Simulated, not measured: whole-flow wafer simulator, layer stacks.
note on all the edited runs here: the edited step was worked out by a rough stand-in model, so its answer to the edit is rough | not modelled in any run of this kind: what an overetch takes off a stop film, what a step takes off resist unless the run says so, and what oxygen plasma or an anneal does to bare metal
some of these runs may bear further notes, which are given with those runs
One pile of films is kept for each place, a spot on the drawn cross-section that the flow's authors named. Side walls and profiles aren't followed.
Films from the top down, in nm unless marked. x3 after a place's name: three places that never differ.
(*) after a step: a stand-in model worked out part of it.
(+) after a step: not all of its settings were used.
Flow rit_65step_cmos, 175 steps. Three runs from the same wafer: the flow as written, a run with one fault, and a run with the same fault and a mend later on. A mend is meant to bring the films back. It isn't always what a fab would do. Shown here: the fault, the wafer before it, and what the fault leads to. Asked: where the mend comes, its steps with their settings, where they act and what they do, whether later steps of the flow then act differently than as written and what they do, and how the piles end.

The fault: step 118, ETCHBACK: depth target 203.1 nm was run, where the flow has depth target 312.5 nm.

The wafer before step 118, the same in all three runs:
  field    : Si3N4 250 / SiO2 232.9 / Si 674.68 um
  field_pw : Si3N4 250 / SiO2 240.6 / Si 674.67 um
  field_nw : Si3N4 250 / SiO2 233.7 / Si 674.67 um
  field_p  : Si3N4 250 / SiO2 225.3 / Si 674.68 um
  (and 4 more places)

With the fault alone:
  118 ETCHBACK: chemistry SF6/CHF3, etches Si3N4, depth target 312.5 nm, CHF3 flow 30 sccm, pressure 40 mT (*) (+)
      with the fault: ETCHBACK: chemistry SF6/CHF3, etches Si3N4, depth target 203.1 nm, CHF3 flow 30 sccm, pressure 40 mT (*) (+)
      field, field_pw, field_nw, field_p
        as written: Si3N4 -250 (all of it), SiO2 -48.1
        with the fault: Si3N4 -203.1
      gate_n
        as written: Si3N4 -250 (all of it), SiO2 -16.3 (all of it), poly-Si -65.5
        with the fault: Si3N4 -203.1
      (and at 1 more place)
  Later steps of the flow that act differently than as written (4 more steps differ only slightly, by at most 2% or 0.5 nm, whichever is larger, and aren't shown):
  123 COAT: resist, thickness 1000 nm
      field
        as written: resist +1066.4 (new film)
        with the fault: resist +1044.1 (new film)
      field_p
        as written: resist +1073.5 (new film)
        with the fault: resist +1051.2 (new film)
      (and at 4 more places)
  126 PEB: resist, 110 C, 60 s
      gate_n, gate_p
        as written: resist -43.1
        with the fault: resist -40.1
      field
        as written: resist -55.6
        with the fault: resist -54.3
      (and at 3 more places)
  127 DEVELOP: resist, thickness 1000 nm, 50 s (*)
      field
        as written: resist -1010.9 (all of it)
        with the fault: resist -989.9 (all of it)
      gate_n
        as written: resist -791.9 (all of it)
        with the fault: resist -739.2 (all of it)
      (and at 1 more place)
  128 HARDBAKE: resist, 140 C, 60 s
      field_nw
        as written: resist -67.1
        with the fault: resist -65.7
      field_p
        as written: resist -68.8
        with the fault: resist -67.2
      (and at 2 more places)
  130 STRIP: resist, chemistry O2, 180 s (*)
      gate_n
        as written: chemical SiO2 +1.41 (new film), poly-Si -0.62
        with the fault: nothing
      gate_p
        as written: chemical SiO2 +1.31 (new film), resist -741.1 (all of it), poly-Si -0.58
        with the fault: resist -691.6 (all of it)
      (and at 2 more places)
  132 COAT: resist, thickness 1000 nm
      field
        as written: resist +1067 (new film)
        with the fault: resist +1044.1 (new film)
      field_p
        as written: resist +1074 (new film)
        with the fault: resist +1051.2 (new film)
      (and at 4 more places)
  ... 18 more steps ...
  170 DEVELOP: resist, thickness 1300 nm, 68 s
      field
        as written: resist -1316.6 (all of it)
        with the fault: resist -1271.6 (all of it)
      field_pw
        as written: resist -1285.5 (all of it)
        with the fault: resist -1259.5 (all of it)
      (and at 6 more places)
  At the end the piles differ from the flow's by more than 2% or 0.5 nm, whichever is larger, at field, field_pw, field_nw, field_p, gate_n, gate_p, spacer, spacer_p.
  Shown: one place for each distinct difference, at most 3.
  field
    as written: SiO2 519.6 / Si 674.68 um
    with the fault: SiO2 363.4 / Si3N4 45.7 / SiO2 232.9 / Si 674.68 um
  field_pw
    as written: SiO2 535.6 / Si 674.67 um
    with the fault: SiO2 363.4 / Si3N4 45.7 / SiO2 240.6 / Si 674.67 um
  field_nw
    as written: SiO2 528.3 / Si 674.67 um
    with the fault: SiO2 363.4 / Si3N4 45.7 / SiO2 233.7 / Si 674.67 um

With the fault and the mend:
  The mend comes after step 121.
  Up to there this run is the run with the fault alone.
  121a ETCHBACK: chemistry SF6/CHF3, etches Si3N4, depth target 109.4 nm, CHF3 flow 30 sccm, pressure 40 mT (*) (+) (the flow's step 118 once more, with other settings)
      field, field_pw, field_nw, field_p
        Si3N4 -46.9 (all of it), SiO2 -48.1
      active_n, sd_n, contact, m1
        Si3N4 -46.9 (all of it), SiO2 -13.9 (all of it)
      active_p, sd_p
        Si3N4 -46.9 (all of it), SiO2 -13.4 (all of it)
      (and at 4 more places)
  No later step of the flow acts differently than as written at any place that is followed.
  At the end the piles are the same as the flow's at every place that both follow.
